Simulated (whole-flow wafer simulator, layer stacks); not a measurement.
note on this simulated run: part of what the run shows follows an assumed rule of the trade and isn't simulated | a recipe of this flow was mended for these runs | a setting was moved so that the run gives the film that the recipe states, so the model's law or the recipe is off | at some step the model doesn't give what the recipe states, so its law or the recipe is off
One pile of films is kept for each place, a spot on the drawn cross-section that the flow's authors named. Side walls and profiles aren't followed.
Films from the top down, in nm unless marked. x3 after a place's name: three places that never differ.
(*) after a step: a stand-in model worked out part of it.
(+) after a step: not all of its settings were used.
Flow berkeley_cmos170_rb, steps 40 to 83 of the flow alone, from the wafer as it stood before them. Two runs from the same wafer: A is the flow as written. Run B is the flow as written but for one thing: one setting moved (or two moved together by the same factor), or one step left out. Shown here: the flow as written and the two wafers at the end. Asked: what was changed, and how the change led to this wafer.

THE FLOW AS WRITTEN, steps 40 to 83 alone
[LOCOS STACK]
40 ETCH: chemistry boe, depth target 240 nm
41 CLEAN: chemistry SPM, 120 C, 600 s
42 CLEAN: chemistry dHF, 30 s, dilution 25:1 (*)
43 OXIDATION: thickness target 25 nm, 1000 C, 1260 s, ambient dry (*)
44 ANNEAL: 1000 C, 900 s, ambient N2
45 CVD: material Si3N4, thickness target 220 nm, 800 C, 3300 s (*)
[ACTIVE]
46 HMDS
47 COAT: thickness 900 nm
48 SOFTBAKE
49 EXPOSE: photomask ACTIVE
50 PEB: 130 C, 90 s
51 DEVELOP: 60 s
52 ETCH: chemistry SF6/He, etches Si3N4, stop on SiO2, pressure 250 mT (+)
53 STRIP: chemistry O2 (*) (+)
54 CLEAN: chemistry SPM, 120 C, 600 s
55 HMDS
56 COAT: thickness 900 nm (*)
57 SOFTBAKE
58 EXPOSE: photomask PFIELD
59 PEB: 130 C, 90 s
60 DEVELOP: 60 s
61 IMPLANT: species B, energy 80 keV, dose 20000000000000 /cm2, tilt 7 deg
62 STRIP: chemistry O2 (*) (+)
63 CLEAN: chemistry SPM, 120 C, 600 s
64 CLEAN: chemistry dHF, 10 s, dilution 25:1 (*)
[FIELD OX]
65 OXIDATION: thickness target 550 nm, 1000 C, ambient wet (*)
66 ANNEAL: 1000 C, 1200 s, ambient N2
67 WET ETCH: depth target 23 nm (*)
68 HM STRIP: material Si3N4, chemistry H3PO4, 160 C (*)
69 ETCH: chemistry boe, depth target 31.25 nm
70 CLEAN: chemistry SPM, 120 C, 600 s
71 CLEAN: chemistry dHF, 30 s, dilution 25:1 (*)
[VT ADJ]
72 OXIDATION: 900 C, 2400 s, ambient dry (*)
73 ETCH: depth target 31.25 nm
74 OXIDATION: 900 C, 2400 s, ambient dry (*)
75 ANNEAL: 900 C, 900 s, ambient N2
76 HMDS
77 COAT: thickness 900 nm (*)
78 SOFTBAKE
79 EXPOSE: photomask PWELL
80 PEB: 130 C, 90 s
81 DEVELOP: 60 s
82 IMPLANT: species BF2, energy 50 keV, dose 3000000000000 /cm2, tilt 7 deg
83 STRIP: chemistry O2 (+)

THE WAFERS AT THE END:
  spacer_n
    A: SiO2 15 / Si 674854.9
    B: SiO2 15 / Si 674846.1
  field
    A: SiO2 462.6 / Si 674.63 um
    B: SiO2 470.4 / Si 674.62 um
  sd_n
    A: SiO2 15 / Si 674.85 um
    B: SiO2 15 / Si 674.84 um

The cause: step 43, OXIDATION: thickness target 75 nm was run, where the flow has thickness target 25 nm; step 43, OXIDATION: 3780 s was run, where the flow has 1260 s.

How the change led to this, step by step:
  43 OXIDATION: thickness target 25 nm, 1000 C, 1260 s, ambient dry (*)
      field, sd_n, spacer_n and 6 more: A SiO2 +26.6 (new film), Si -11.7 | B SiO2 +50.4 (new film), Si -22.2
  65 OXIDATION: thickness target 550 nm, 1000 C, ambient wet (*)
      gate: A SiO2 +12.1 (new film), Si3N4 -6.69, SiO2 +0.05, Si -0.05 | B SiO2 +12.1 (new film), Si3N4 -6.69
      field: A SiO2 +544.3, Si -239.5 | B SiO2 +528.3, Si -232.5
      (and at 2 more places)
  69 ETCH: chemistry boe, depth target 31.25 nm
      spacer_n, spacer_p, gate_p, contact, m1: A SiO2 -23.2 (all of it) | B SiO2 -31.2
      sd_n: A SiO2 -24.8 (all of it) | B SiO2 -31.2
      (and at 2 more places)
  70 CLEAN: chemistry SPM, 120 C, 600 s
      sd_n, spacer_n, gate, sd_p, spacer_p, gate_p, contact, m1: A chemical SiO2 +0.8 (new film), Si -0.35 | B nothing
  71 CLEAN: chemistry dHF, 30 s, dilution 25:1 (*)
      sd_n, spacer_n, gate, sd_p, spacer_p, gate_p, contact, m1: A chemical SiO2 -0.8 (all of it) | B SiO2 -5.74
  72 OXIDATION: 900 C, 2400 s, ambient dry (*)
      spacer_n, gate, spacer_p, gate_p, contact, m1: A SiO2 +15 (new film), Si -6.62 | B SiO2 +12, Si -5.29
      sd_n: A SiO2 +15 (new film), Si -6.62 | B SiO2 +10, Si -4.4
      (and at 1 more place)
  73 ETCH: depth target 31.25 nm
      sd_n: A SiO2 -15 (all of it) | B SiO2 -31.2
      spacer_n, gate, spacer_p, gate_p, contact, m1: A SiO2 -15 (all of it) | B SiO2 -22.1 (all of it)
      (and at 1 more place)
  74 OXIDATION: 900 C, 2400 s, ambient dry (*)
      sd_n: A SiO2 +15 (new film), Si -6.62 | B SiO2 +14.6, Si -6.41
